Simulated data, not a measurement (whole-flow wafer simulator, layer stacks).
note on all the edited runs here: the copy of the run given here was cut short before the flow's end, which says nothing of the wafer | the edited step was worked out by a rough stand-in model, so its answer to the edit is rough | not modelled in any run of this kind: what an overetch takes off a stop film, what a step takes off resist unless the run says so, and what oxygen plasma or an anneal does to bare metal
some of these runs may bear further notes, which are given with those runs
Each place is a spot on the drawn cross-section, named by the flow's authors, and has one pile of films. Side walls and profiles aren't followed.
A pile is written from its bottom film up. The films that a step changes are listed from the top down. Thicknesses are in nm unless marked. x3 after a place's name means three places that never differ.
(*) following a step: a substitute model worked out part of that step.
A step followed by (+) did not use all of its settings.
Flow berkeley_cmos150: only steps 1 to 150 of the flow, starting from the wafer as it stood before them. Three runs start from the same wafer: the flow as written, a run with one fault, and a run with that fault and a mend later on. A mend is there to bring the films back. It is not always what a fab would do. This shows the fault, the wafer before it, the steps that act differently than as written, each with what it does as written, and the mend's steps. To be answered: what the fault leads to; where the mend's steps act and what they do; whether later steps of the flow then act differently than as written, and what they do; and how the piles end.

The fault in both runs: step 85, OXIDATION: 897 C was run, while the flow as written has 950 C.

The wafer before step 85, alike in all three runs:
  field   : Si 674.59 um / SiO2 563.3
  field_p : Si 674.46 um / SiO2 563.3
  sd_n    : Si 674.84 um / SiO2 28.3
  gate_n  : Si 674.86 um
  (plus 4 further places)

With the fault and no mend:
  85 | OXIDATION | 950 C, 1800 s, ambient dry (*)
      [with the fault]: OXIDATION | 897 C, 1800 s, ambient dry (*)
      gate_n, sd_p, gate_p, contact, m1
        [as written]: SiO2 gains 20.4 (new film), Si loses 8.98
        [with the fault]: SiO2 gains 12.1 (new film), Si loses 5.32
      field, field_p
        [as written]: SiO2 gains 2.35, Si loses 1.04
        [with the fault]: SiO2 gains 1.01, Si loses 0.44
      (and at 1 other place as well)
  Steps later in the flow that act otherwise than as written (not shown: 24 more steps that differ only slightly, by at most 2% or 0.5 nm, whichever is larger):
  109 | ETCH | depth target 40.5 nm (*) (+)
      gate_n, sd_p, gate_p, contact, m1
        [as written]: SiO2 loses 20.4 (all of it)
        [with the fault]: SiO2 loses 12.1 (all of it)
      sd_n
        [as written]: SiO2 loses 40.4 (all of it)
        [with the fault]: SiO2 loses 34.4 (all of it)
  The piles end only slightly different from the flow's at the places that both follow, by no more than 2% or 0.5 nm, whichever is larger.

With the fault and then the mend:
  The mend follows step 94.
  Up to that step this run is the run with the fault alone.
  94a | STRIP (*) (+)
      field_p
        KrF resist loses 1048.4 (all of it)
      sd_p
        KrF resist loses 1275.5 (all of it)
      gate_p
        KrF resist loses 1250 (all of it)
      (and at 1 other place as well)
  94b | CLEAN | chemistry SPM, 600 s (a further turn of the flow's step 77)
      does not change any film at any place that is followed
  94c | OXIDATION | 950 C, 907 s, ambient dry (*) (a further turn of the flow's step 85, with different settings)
      gate_n, sd_p, gate_p, contact, m1
        SiO2 gains 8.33, Si loses 3.66
      field, field_p
        SiO2 gains 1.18, Si loses 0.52
      sd_n
        SiO2 gains 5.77, Si loses 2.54
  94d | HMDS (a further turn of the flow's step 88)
      does not change any film at any place that is followed
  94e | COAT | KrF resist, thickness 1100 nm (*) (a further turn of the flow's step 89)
      field
        KrF resist gains 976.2 (new film)
      field_p
        KrF resist gains 1087.8 (new film)
      sd_n
        KrF resist gains 1243 (new film)
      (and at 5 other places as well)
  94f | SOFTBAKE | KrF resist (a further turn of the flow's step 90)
      does not change any film at any place that is followed
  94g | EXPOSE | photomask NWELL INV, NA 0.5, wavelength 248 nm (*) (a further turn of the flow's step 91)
      does not change any film at any place that is followed
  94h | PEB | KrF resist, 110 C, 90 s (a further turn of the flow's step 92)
      field
        KrF resist loses 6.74
      field_p
        KrF resist loses 7.53
      sd_n
        KrF resist loses 8.63
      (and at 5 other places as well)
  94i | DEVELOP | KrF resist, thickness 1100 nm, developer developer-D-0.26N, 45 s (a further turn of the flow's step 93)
      field_p, sd_p, gate_p, m1
        KrF resist loses 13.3
      field
        KrF resist loses 969.5 (all of it)
      sd_n
        KrF resist loses 1234.4 (all of it)
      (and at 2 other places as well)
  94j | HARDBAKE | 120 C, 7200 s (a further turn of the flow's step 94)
      field_p
        KrF resist loses 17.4
      sd_p
        KrF resist loses 21.4
      gate_p
        KrF resist loses 20.9
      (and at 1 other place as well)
  None of the later steps of the flow differs from how it acts as written, at any place that is followed, by more than 2% or 0.5 nm, whichever is larger.
  The piles end only slightly different from the flow's at the places that both follow, by no more than 2% or 0.5 nm, whichever is larger.
